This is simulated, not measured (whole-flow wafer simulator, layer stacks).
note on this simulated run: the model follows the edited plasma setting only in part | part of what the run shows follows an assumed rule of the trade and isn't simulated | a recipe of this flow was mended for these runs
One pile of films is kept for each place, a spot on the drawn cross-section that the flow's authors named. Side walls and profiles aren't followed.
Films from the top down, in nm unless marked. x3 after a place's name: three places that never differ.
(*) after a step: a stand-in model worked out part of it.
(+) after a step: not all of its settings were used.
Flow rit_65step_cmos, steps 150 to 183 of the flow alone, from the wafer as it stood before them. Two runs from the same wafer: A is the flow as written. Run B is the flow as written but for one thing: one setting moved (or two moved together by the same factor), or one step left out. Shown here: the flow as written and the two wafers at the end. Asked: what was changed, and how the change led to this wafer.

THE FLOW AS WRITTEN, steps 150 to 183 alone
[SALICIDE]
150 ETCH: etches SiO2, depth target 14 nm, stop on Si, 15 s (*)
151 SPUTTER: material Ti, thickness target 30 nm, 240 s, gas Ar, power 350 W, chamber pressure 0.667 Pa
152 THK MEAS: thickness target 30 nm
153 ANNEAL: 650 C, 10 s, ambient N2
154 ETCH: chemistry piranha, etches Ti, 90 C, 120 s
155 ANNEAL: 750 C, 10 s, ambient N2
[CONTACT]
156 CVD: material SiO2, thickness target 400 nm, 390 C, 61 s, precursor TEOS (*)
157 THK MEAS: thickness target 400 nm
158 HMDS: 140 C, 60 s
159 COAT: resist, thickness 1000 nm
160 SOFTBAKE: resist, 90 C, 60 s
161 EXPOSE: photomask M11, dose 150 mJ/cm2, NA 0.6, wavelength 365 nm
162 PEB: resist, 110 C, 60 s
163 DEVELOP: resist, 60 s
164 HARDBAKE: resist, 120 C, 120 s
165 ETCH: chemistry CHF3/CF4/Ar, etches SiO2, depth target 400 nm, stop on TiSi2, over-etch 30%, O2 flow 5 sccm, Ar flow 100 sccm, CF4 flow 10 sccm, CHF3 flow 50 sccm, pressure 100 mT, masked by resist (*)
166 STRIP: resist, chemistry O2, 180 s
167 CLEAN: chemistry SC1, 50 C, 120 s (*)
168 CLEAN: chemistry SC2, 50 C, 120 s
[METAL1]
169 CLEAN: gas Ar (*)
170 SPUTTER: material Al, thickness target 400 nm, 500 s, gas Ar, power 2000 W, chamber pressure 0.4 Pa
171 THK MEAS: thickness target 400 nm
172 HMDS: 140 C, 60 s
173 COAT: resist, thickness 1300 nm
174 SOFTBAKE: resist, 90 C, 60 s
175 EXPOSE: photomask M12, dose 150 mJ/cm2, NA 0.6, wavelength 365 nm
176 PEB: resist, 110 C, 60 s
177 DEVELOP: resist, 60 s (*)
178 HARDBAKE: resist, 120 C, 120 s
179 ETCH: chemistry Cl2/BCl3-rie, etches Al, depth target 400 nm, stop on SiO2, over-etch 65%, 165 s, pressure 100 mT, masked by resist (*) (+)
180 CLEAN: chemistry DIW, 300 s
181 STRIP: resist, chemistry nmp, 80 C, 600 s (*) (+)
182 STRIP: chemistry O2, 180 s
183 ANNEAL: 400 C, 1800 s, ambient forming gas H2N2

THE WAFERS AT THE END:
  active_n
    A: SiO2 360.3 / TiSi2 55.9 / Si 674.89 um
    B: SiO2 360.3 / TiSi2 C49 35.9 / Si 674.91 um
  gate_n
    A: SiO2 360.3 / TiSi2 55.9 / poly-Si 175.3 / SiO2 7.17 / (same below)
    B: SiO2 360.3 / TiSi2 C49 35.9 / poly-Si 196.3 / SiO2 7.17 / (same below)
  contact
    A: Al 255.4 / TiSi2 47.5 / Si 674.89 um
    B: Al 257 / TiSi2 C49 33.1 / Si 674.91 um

The cause: step 151, SPUTTER: power 212 W was run, where the flow has power 350 W.

How the change led to this, step by step:
  151 SPUTTER: material Ti, thickness target 30 nm, 240 s, gas Ar, power 350 W, chamber pressure 0.667 Pa
      field, field_pw, field_nw and 11 more: A Ti +30 (new film) | B Ti +18.2 (new film)
  153 ANNEAL: 650 C, 10 s, ambient N2
      active_n, active_p, sd_n, sd_p, contact, m1: A Ti -23.4, TiSi first +15 (new film), TiSi2 C49 +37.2 (new film), Si -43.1 | B Ti -14.2, TiSi2 C49 +36 (new film), Si -32.2
      gate_n, gate_p: A Ti -23.4, TiSi first +15 (new film), TiSi2 C49 +37.2 (new film), poly-Si -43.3 | B Ti -14.2, TiSi2 C49 +36 (new film), poly-Si -32.3
  154 ETCH: chemistry piranha, etches Ti, 90 C, 120 s
      active_n, active_p, gate_n, gate_p, sd_n, sd_p, contact, m1: A Ti -6.6 (all of it), TiSi first -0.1 | B Ti -4 (all of it), TiSi2 C49 -0.11
      field, field_pw, field_nw, field_p, spacer, spacer_p: A Ti -30 (all of it) | B Ti -18.2 (all of it)
  155 ANNEAL: 750 C, 10 s, ambient N2
      active_n, active_p, sd_n, sd_p, contact, m1: A TiSi2 +55.9 (new film), TiSi first -14.9 (all of it), TiSi2 C49 -37.2 (all of it), Si -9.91 | B nothing
      gate_n, gate_p: A TiSi2 +55.9 (new film), TiSi first -14.9 (all of it), TiSi2 C49 -37.2 (all of it), poly-Si -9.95 | B nothing
  165 ETCH: chemistry CHF3/CF4/Ar, etches SiO2, depth target 400 nm, stop on TiSi2, over-etch 30%, O2 flow 5 sccm, Ar flow 100 sccm, CF4 flow 10 sccm, CHF3 flow 50 sccm, pressure 100 mT, masked by resist (*)
      contact: A SiO2 -400 (all of it), TiSi2 -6 | B SiO2 -400 (all of it)
  169 CLEAN: gas Ar (*)
      contact: A TiSi2 -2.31 | B TiSi2 C49 -2.44
